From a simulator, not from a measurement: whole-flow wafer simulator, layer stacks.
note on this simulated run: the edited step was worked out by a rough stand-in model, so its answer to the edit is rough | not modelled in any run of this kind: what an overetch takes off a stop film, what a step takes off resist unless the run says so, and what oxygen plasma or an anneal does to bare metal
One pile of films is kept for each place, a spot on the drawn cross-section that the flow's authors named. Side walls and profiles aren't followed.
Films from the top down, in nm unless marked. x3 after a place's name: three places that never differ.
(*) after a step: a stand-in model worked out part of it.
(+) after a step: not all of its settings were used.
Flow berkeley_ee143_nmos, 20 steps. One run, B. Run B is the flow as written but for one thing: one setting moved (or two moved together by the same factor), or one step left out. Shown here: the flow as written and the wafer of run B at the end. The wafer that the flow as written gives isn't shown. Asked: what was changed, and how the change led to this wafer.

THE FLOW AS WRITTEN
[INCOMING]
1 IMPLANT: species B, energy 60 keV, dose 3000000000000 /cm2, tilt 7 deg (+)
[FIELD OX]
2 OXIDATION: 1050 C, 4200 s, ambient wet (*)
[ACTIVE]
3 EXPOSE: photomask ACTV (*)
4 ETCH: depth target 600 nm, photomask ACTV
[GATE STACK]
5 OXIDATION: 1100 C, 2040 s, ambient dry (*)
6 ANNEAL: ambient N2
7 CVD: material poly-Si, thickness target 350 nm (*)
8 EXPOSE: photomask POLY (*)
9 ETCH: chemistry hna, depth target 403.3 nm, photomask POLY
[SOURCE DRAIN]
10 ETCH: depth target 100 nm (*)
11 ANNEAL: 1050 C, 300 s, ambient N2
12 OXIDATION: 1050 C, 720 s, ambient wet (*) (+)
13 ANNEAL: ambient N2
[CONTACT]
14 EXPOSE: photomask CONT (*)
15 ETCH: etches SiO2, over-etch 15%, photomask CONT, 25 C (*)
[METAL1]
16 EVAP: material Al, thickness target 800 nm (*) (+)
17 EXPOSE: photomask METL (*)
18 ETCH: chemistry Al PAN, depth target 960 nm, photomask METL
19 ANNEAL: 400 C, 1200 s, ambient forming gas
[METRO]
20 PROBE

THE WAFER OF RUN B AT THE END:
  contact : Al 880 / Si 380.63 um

The cause: step 16, EVAP: thickness target 880 nm was run, where the flow has thickness target 800 nm.
It can be read off the wafer: contact has Al 880, and step 16 as written asks for 800 nm.

How the change led to this, step by step:
  16 EVAP: material Al, thickness target 800 nm (*) (+)
      gate, sd, contact, field: Al +880 (new film) (as written it would be: Al +800 (new film))
  18 ETCH: chemistry Al PAN, depth target 960 nm, photomask METL
      gate, sd, field: Al -880 (all of it) (as written it would be: Al -800 (all of it))
